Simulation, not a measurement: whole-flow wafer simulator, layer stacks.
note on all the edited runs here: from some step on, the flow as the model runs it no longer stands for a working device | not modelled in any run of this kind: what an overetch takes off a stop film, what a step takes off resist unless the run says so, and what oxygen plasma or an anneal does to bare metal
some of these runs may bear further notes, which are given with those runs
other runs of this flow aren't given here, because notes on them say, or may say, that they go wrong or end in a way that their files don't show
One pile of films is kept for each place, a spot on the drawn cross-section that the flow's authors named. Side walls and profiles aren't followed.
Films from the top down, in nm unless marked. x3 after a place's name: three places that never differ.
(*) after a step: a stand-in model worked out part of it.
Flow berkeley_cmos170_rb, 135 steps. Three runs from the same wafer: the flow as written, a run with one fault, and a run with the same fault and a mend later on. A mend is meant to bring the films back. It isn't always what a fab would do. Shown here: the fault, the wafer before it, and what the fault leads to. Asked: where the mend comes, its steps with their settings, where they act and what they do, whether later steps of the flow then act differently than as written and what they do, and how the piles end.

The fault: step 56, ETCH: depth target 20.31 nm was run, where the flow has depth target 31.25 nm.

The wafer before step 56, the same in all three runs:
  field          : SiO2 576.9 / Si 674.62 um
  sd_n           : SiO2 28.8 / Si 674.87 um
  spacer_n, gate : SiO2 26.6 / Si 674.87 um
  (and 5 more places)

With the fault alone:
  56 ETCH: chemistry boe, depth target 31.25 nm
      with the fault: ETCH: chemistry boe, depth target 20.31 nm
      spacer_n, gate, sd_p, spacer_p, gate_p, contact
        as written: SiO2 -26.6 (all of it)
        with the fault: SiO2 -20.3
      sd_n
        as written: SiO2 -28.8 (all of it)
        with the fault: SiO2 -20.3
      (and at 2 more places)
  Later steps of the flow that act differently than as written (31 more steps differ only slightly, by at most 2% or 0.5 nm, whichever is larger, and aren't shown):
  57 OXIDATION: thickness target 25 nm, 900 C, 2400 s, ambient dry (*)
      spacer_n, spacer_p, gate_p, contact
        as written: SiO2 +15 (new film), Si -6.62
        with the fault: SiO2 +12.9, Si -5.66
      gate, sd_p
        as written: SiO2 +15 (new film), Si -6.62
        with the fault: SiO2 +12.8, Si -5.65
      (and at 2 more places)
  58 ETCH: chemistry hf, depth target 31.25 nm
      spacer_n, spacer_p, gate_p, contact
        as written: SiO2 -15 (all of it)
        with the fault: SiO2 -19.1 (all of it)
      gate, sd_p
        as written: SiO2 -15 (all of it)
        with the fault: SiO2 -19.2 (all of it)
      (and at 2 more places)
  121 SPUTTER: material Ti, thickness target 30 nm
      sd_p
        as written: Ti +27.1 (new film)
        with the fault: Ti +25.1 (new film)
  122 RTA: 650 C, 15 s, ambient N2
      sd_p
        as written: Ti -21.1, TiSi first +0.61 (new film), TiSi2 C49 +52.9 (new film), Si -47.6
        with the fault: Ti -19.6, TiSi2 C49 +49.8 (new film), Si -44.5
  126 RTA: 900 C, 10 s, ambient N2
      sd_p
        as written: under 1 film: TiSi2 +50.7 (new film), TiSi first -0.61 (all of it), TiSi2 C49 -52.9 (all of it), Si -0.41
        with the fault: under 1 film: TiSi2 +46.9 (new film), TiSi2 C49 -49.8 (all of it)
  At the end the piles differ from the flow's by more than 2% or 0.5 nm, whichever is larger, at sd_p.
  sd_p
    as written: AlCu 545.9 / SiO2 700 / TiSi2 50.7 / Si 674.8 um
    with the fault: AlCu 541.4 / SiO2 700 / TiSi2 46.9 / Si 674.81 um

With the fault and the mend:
  The mend comes after step 56.
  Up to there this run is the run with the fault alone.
  56a ETCH: chemistry boe, depth target 10.94 nm (the flow's step 56 once more, with other settings)
      spacer_n, spacer_p, gate_p, contact
        SiO2 -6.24 (all of it)
      gate, sd_p
        SiO2 -6.32 (all of it)
      field
        SiO2 -10.9
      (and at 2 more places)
  No later step of the flow acts differently than as written, at any place that is followed, by more than 2% or 0.5 nm, whichever is larger.
  At the end the piles are the same as the flow's at every place that both follow.
